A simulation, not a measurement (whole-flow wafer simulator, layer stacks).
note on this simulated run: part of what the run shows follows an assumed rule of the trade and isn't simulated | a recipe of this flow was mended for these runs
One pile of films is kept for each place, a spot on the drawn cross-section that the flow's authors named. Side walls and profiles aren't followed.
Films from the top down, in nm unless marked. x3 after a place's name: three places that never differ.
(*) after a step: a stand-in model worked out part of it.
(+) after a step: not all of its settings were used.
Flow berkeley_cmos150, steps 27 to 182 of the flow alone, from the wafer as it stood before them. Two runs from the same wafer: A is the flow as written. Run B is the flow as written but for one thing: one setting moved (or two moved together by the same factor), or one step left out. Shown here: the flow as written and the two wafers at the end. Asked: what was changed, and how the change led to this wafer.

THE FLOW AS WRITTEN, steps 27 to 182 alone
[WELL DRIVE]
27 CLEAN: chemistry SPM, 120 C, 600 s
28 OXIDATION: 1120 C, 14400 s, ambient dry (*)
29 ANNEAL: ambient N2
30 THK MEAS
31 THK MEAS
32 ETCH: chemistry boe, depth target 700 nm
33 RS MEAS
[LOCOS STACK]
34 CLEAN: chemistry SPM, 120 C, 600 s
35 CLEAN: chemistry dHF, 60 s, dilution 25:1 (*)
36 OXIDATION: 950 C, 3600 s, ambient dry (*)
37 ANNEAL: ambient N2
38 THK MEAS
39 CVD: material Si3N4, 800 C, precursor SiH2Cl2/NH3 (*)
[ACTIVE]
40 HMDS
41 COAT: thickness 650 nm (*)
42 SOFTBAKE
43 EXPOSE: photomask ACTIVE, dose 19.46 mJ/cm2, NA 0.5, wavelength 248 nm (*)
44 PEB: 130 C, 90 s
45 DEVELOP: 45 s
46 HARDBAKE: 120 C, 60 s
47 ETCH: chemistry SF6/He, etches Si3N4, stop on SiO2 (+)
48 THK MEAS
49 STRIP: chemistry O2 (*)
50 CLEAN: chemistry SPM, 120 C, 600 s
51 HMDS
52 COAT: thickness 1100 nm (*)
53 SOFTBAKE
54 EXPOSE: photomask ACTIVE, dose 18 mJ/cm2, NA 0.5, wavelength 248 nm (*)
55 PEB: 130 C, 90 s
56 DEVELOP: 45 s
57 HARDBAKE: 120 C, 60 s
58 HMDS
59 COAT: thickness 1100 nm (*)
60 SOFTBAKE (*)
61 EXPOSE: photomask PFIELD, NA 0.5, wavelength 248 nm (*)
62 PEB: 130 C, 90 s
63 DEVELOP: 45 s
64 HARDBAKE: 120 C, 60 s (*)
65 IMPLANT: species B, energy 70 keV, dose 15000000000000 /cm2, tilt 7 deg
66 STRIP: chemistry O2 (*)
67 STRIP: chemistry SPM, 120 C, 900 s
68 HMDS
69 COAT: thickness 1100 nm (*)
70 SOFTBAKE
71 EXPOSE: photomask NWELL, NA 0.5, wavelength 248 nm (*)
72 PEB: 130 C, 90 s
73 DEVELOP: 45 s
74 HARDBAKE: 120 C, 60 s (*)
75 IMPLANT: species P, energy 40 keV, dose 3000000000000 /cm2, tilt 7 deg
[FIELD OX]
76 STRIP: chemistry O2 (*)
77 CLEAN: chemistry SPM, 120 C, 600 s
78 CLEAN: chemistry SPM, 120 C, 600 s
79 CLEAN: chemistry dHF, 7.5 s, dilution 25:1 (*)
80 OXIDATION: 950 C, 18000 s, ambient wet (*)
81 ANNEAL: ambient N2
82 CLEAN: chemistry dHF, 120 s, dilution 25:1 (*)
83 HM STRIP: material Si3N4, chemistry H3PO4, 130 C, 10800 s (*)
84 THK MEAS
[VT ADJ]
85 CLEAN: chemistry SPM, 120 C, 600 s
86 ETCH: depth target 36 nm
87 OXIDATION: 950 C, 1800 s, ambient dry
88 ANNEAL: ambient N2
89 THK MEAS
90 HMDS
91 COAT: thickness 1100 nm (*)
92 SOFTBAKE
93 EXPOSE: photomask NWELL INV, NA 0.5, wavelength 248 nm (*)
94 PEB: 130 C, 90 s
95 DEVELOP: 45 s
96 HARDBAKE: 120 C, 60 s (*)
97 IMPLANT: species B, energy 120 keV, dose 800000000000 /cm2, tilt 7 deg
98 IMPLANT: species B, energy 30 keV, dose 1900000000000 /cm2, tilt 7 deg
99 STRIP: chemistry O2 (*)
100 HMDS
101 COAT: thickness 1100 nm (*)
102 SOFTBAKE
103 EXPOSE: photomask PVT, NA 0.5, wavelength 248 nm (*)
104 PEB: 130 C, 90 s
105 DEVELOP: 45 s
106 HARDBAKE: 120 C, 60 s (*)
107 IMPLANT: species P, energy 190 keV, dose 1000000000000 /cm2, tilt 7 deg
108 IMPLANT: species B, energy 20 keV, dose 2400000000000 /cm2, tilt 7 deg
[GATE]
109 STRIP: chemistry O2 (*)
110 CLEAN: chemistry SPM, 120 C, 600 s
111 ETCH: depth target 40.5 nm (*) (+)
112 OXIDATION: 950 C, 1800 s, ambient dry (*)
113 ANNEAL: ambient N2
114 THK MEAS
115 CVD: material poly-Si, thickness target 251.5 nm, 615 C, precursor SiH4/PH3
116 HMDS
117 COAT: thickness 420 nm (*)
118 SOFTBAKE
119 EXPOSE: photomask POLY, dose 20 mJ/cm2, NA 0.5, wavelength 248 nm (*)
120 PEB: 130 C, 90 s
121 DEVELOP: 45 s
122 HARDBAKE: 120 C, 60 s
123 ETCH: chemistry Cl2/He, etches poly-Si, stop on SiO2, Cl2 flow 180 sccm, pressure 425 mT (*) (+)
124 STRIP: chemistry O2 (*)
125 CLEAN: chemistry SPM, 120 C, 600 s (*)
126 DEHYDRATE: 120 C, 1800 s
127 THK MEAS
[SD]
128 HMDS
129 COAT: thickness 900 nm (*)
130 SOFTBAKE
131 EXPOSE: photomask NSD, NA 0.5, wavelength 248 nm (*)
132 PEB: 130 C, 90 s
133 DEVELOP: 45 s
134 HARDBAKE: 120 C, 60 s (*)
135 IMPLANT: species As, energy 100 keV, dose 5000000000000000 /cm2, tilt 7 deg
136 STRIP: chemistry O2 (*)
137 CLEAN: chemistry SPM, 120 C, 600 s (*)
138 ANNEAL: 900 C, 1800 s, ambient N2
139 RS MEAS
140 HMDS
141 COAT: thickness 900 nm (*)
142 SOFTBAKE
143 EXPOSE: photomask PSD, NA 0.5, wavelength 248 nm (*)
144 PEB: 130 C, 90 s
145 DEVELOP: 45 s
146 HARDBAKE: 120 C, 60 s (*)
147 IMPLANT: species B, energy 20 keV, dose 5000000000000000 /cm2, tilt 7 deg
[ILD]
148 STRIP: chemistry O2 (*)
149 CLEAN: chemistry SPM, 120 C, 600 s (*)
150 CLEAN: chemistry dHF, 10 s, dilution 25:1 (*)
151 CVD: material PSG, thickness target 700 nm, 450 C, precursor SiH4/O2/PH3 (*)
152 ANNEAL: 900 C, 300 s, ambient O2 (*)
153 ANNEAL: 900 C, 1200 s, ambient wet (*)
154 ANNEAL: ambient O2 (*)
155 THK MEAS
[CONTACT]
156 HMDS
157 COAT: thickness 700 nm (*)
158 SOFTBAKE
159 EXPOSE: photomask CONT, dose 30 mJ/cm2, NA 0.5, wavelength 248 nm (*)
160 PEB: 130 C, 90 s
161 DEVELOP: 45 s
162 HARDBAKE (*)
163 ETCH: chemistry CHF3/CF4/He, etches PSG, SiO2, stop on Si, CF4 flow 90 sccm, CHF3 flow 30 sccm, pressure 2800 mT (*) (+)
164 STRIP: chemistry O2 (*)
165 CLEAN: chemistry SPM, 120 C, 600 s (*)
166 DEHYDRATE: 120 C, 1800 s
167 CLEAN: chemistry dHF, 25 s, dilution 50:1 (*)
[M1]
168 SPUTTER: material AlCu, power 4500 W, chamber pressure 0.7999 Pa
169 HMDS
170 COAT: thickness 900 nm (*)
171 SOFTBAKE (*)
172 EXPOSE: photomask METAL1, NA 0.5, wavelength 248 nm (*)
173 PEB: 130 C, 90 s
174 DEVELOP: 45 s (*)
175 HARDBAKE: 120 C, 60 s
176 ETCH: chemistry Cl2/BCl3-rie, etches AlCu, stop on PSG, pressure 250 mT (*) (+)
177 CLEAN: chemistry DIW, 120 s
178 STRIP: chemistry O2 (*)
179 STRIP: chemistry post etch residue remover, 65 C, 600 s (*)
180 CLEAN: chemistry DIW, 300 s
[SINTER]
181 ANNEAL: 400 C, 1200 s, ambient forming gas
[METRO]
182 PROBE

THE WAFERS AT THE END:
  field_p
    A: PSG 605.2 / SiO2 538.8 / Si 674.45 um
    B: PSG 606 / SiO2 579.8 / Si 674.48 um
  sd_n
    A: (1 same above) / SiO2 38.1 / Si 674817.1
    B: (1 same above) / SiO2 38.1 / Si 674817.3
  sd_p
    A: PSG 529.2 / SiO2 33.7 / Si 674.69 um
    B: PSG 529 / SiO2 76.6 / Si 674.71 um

The cause: step 32, ETCH: depth target 430 nm was run, where the flow has depth target 700 nm.

How the change led to this, step by step:
  32 ETCH: chemistry boe, depth target 700 nm
      field_p, sd_p, gate_p: A SiO2 -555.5 (all of it) | B SiO2 -430
  34 CLEAN: chemistry SPM, 120 C, 600 s
      field_p, sd_p, gate_p: A chemical SiO2 +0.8 (new film), Si -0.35 | B nothing
  35 CLEAN: chemistry dHF, 60 s, dilution 25:1 (*)
      field_p, sd_p, gate_p: A chemical SiO2 -0.8 (all of it) | B SiO2 -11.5
  36 OXIDATION: 950 C, 3600 s, ambient dry (*)
      field_p, sd_p, gate_p: A SiO2 +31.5 (new film), Si -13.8 | B SiO2 +12.9, Si -5.68
  41 COAT: thickness 650 nm (*)
      field_p: A KrF-resist +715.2 (new film) | B KrF-resist +664.4 (new film)
      sd_p: A KrF-resist +694.3 (new film) | B KrF-resist +660 (new film)
      (and at 1 more place)
  45 DEVELOP: 45 s
      field_p: A KrF-resist -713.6 (all of it) | B KrF-resist -663 (all of it)
  46 HARDBAKE: 120 C, 60 s
      sd_p: A KrF-resist -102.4 | B KrF-resist -97.2
      gate_p: A KrF-resist -101.7 | B KrF-resist -97.1
  49 STRIP: chemistry O2 (*)
      sd_n: A KrF-resist -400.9 (all of it) | B KrF-resist -411.4 (all of it)
      sd_p: A KrF-resist -452.2 (all of it) | B KrF-resist -423.2 (all of it)
      (and at 1 more place)
  52 COAT: thickness 1100 nm (*)
      field: A thick-KrF-resist +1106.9 (new film) | B thick-KrF-resist +1129.8 (new film)
      field_p: A thick-KrF-resist +1219.5 (new film) | B thick-KrF-resist +1155 (new film)
      (and at 2 more places)
  56 DEVELOP: 45 s
      field: A thick-KrF-resist -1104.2 (all of it) | B thick-KrF-resist -1127 (all of it)
      field_p: A thick-KrF-resist -1216.4 (all of it) | B thick-KrF-resist -1152.2 (all of it)
  57 HARDBAKE: 120 C, 60 s
      sd_p: A thick-KrF-resist -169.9 | B thick-KrF-resist -161.7
      gate_p: A thick-KrF-resist -170.5 | B thick-KrF-resist -162.8
  59 COAT: thickness 1100 nm (*)
      field_p: A thick-KrF-resist +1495 (new film) | B thick-KrF-resist +1424.6 (new film)
      sd_p: A thick-KrF-resist +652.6 | B thick-KrF-resist +631.5
      (and at 1 more place)
  66 STRIP: chemistry O2 (*)
      field_p: A thick-KrF-resist -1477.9 (all of it) | B thick-KrF-resist -1407.7 (all of it)
      sd_p: A thick-KrF-resist -1563.6 (all of it) | B thick-KrF-resist -1498.3 (all of it)
      (and at 1 more place)
  69 COAT: thickness 1100 nm (*)
      field: A thick-KrF-resist +1106.9 (new film) | B thick-KrF-resist +1129.8 (new film)
      field_p: A thick-KrF-resist +1219.5 (new film) | B thick-KrF-resist +1155 (new film)
      (and at 2 more places)
  73 DEVELOP: 45 s
      field_p: A thick-KrF-resist -1216.4 (all of it) | B thick-KrF-resist -1152.2 (all of it)
      sd_p: A thick-KrF-resist -1108.9 (all of it) | B thick-KrF-resist -1056.6 (all of it)
      (and at 1 more place)
  76 STRIP: chemistry O2 (*)
      field: A thick-KrF-resist -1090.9 (all of it) | B thick-KrF-resist -1113.7 (all of it)
  ... 24 more steps ...
  176 ETCH: chemistry Cl2/BCl3-rie, etches AlCu, stop on PSG, pressure 250 mT (*) (+)
      field_p: A AlCu -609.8 (all of it), PSG -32 | B AlCu -616.1 (all of it), PSG -31.2
